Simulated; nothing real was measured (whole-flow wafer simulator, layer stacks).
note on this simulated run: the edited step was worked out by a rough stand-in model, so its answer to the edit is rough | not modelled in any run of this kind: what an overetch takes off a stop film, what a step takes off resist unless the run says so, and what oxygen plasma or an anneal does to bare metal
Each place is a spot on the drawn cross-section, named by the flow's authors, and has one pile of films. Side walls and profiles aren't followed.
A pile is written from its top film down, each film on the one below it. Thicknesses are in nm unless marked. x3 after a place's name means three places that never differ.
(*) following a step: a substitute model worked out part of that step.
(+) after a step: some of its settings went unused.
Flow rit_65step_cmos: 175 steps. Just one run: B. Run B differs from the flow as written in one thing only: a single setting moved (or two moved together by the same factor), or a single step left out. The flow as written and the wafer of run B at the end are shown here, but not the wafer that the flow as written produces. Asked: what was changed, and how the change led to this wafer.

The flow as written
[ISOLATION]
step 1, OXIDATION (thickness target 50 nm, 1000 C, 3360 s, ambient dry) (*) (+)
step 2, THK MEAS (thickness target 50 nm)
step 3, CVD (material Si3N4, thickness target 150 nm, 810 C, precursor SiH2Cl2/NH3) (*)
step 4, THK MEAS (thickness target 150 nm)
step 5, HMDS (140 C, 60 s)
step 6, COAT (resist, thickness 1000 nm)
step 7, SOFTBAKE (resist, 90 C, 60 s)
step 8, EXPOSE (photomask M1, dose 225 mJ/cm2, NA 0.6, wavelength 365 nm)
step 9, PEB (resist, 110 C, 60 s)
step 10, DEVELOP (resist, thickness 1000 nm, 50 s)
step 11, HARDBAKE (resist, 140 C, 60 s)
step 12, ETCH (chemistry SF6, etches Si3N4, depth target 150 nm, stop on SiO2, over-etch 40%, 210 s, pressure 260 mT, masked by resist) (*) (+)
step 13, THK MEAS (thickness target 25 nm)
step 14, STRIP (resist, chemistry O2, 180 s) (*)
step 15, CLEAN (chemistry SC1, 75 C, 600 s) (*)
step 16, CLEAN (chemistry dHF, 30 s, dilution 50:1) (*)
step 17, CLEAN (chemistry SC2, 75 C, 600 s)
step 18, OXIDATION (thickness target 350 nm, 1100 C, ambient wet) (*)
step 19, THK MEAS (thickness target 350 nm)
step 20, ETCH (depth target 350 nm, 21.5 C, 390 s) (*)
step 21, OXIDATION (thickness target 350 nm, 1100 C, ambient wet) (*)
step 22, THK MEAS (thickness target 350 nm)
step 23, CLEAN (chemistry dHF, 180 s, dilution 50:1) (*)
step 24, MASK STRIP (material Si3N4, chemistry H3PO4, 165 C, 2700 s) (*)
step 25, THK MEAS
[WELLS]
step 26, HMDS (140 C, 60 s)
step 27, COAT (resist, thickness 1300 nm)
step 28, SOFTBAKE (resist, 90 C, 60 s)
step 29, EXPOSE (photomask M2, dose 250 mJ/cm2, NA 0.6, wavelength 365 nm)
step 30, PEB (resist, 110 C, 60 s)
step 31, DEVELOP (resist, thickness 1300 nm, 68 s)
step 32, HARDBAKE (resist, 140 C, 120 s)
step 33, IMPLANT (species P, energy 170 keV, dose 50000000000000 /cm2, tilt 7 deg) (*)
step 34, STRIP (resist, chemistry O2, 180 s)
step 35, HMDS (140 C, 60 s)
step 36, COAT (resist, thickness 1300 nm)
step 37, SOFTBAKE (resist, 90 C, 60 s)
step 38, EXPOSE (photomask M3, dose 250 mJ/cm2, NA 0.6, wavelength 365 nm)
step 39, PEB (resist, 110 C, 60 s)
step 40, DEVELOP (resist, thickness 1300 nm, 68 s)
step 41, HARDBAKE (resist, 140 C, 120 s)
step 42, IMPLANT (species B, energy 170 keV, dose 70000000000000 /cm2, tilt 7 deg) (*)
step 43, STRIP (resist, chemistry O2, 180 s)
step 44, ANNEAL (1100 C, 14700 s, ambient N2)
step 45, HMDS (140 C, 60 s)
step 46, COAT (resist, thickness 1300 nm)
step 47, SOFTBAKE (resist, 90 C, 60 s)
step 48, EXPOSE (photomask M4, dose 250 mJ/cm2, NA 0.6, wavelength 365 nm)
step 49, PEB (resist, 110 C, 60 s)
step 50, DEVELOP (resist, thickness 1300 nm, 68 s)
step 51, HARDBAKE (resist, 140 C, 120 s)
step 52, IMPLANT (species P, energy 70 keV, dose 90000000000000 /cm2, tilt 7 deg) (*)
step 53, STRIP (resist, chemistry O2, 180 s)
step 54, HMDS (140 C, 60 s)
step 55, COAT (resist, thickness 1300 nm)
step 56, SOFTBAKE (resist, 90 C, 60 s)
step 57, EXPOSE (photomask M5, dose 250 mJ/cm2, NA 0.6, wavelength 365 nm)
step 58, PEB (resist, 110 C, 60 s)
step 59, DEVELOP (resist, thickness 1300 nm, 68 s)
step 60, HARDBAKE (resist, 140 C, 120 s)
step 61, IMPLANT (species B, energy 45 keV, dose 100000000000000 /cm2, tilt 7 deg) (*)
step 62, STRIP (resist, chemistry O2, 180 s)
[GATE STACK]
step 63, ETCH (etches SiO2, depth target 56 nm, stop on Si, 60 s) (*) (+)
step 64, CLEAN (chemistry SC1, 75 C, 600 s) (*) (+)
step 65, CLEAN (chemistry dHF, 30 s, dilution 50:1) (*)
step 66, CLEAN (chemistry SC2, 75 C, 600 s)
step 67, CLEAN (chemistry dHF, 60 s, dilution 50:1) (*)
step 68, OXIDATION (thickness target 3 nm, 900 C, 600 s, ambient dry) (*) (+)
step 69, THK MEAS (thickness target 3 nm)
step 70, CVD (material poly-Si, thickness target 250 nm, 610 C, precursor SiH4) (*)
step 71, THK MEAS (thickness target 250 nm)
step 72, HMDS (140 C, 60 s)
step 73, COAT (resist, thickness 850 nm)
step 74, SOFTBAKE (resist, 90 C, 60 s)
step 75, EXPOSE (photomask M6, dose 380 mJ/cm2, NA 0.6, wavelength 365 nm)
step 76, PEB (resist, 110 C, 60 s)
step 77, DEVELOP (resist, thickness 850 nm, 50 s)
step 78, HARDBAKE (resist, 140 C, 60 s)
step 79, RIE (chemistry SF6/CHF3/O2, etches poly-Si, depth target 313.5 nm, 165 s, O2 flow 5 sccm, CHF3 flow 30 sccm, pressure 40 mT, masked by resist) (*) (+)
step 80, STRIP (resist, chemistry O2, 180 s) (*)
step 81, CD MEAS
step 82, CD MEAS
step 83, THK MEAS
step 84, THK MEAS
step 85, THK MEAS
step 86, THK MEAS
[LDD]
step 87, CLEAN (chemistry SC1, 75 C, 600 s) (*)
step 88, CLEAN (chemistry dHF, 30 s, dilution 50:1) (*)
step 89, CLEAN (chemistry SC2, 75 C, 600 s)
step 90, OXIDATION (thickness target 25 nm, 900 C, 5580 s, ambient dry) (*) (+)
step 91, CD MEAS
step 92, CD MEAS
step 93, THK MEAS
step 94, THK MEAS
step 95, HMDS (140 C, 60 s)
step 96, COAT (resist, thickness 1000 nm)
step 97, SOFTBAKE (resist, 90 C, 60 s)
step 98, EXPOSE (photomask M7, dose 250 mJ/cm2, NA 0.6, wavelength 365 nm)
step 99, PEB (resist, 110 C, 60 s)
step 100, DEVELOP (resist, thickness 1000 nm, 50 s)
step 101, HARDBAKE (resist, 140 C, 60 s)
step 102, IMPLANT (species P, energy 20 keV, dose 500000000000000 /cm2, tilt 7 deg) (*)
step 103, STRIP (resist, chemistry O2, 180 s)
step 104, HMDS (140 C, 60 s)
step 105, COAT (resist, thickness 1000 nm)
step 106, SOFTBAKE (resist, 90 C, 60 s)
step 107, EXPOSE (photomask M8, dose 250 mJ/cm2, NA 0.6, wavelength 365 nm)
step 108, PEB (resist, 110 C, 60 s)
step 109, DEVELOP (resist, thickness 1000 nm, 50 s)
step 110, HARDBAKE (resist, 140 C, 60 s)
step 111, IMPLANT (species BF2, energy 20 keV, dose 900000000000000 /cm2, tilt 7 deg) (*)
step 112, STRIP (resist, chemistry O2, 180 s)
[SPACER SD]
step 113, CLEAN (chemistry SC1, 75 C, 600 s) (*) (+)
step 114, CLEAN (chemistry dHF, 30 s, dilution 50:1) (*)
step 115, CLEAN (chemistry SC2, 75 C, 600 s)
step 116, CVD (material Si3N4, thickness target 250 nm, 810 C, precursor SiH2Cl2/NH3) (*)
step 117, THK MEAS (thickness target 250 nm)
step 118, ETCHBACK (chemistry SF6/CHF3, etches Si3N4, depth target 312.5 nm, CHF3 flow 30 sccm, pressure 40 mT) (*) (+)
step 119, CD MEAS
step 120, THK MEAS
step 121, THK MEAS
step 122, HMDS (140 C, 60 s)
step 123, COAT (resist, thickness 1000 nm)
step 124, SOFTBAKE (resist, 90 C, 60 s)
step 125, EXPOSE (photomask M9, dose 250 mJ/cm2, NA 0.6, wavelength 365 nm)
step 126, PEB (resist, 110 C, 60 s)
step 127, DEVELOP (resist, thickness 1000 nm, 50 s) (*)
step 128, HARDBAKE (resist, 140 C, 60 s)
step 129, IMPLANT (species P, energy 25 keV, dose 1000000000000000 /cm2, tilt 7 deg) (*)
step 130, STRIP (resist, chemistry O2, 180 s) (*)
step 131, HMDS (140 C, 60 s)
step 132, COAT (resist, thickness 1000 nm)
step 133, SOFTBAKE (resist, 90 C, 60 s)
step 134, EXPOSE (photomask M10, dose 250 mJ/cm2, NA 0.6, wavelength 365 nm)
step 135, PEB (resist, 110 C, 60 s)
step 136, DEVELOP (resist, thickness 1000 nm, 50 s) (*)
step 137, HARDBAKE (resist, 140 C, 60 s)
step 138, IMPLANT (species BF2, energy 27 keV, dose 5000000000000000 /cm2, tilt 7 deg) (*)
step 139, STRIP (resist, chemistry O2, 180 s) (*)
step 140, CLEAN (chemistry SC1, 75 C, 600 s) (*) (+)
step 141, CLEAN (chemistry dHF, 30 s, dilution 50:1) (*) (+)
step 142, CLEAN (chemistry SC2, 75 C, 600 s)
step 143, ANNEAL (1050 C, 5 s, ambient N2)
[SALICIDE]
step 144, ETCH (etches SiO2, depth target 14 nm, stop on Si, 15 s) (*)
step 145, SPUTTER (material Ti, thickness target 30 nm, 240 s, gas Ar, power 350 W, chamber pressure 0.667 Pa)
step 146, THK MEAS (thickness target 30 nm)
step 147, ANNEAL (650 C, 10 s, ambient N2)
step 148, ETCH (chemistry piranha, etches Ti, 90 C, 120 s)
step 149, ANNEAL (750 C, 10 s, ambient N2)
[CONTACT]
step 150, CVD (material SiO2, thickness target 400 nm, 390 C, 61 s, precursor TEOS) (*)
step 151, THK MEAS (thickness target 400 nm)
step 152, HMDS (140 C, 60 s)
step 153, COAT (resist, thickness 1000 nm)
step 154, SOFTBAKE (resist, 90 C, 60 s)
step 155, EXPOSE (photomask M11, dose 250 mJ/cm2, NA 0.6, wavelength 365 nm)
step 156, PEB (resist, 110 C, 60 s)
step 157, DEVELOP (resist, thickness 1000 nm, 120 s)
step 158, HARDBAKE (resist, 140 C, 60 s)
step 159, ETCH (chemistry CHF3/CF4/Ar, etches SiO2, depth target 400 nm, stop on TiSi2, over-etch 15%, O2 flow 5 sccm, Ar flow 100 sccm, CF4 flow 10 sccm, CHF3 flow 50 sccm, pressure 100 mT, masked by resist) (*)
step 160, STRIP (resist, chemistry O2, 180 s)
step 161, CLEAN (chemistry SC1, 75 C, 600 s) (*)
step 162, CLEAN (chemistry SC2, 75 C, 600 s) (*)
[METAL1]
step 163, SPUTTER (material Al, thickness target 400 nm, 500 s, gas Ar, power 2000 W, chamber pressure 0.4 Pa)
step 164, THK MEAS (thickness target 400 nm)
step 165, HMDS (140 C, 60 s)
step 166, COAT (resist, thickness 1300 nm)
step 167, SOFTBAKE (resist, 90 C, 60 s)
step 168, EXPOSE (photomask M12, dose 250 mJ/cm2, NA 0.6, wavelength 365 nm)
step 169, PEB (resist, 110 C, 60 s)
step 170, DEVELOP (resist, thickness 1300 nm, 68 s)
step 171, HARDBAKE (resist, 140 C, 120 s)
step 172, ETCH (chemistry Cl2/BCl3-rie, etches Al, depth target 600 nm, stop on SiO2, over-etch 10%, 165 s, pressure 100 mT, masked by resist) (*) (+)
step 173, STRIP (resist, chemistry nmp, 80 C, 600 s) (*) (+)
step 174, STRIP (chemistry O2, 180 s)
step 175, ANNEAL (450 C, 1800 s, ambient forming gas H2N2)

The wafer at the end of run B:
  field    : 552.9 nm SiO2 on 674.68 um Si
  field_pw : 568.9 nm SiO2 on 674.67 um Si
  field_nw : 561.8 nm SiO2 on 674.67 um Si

The reason: step 63, ETCH: 24 s was run, while the flow as written has 60 s.

Step by step, how the change led to this:
  step 63, ETCH (etches SiO2, depth target 56 nm, stop on Si, 60 s) (*) (+)
      active_n, active_p, gate_n and 7 more: SiO2 loses 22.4 (in the flow as written it would be: SiO2 loses 45.4 (all of it), Si loses 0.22)
      field, field_pw, field_nw, field_p: SiO2 loses 22.4 (in the flow as written it would be: SiO2 loses 56)
  step 64, CLEAN (chemistry SC1, 75 C, 600 s) (*) (+)
      active_n, active_p, gate_n and 7 more: SiO2 loses 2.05 (in the flow as written it would be: chemical SiO2 gains 0.6 (new film), Si loses 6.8)
  step 65, CLEAN (chemistry dHF, 30 s, dilution 50:1) (*)
      active_n, gate_n, spacer, sd_n, contact, m1: SiO2 loses 3.23 (in the flow as written it would be: chemical SiO2 loses 0.6 (all of it))
      active_p, gate_p, spacer_p, sd_p: SiO2 loses 5.58 (in the flow as written it would be: chemical SiO2 loses 0.6 (all of it))
  step 67, CLEAN (chemistry dHF, 60 s, dilution 50:1) (*)
      active_n, gate_n, spacer, sd_n, contact, m1: SiO2 loses 6.48 (in the flow as written it would be: chemical SiO2 loses 0.4 (all of it))
      active_p, gate_p, spacer_p, sd_p: SiO2 loses 11.3 (in the flow as written it would be: chemical SiO2 loses 0.4 (all of it))
  step 68, OXIDATION (thickness target 3 nm, 900 C, 600 s, ambient dry) (*) (+)
      active_n, active_p, gate_n and 7 more: SiO2 gains 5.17, Si loses 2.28 (in the flow as written it would be: SiO2 gains 7.17 (new film), Si loses 3.16)
  step 79, RIE (chemistry SF6/CHF3/O2, etches poly-Si, depth target 313.5 nm, 165 s, O2 flow 5 sccm, CHF3 flow 30 sccm, pressure 40 mT, masked by resist) (*) (+)
      active_n, spacer, sd_n, contact, m1: poly-Si loses 250 (all of it), SiO2 loses 10.9 (in the flow as written it would be: poly-Si loses 250 (all of it), SiO2 loses 7.17 (all of it))
      spacer_p, sd_p: poly-Si loses 250 (all of it), SiO2 loses 9.23 (all of it) (in the flow as written it would be: poly-Si loses 250 (all of it), SiO2 loses 7.17 (all of it))
      (as well as at 1 more place)
  step 80, STRIP (resist, chemistry O2, 180 s) (*)
      active_n, spacer, sd_n, contact, m1: nothing (in the flow as written it would be: chemical SiO2 gains 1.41 (new film), Si loses 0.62)
  step 87, CLEAN (chemistry SC1, 75 C, 600 s) (*)
      active_n, spacer, sd_n, contact, m1: SiO2 loses 2.05 (in the flow as written it would be: chemical SiO2 loses 0.81, Si loses 3.7)
  step 88, CLEAN (chemistry dHF, 30 s, dilution 50:1) (*)
      active_n, spacer, sd_n, contact, m1: SiO2 loses 2.78 (in the flow as written it would be: chemical SiO2 loses 0.6 (all of it))
  step 90, OXIDATION (thickness target 25 nm, 900 C, 5580 s, ambient dry) (*) (+)
      active_n, spacer, sd_n, contact, m1: SiO2 gains 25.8, Si loses 11.3 (in the flow as written it would be: SiO2 gains 26.5 (new film), chemical SiO2 loses 0.4 (all of it), Si loses 11.5)
      field, field_pw: SiO2 gains 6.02, Si loses 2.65 (in the flow as written it would be: SiO2 gains 6.57, Si loses 2.89)
      (as well as at 2 more places)
  step 118, ETCHBACK (chemistry SF6/CHF3, etches Si3N4, depth target 312.5 nm, CHF3 flow 30 sccm, pressure 40 mT) (*) (+)
      spacer: Si3N4 loses 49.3 (in the flow as written it would be: Si3N4 loses 54)
      spacer_p: Si3N4 loses 52 (in the flow as written it would be: Si3N4 loses 54)
